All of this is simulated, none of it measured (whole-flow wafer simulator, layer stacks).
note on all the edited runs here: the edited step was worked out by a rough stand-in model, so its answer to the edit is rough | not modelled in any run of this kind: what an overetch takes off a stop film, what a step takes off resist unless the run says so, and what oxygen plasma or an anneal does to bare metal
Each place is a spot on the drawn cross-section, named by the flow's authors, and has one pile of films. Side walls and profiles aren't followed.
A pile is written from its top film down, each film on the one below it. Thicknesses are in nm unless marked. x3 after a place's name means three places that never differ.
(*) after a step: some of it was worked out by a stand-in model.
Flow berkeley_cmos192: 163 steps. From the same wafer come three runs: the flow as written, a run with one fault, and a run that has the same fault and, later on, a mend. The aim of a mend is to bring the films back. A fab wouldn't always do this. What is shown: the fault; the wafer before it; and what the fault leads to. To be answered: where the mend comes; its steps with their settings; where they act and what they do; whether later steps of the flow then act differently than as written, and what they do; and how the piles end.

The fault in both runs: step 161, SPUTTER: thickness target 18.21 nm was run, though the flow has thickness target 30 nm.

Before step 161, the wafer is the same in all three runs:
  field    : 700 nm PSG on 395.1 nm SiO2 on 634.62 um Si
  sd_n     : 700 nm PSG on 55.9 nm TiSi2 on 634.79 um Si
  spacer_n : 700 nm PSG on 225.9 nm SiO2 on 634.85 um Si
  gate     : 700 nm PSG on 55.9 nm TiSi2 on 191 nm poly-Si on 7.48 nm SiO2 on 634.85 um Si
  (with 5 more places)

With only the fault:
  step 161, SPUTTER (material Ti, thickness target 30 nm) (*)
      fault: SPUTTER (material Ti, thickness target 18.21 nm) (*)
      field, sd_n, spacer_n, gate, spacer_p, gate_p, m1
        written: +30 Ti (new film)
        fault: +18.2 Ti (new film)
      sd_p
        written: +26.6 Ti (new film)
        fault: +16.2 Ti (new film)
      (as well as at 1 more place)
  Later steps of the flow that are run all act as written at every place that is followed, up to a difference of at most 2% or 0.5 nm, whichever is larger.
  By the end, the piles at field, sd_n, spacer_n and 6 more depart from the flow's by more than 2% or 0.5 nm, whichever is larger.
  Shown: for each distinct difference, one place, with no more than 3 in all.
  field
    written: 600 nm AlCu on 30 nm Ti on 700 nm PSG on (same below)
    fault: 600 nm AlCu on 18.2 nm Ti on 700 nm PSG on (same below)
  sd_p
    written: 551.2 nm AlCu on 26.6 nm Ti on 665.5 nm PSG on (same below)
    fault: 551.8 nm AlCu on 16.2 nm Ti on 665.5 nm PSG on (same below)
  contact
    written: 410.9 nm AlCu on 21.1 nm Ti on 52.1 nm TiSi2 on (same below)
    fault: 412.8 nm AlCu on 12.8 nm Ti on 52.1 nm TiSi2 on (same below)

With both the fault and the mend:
  The mend stands after step 161.
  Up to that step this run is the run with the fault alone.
  step 161a, ETCH (chemistry piranha, etches Ti, 120 C, 31 s) (the flow's step 148, run once more with other settings)
      field, sd_n, spacer_n, gate, spacer_p, gate_p, m1
        -18.2 Ti (all of it)
      sd_p
        -16.2 Ti (all of it)
      contact
        -12.8 Ti (all of it), -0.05 TiSi2
  step 161b, SPUTTER (material Ti, thickness target 30 nm) (*) (the flow's step 161, run once more)
      field, sd_n, spacer_n, gate, spacer_p, gate_p, m1
        +30 Ti (new film)
      sd_p
        +26.6 Ti (new film)
      contact
        +21.1 Ti (new film)
  Later steps of the flow that are run all act as written at every place that is followed.
  The piles end only slightly different from the flow's at the places that both follow, by no more than 2% or 0.5 nm, whichever is larger.
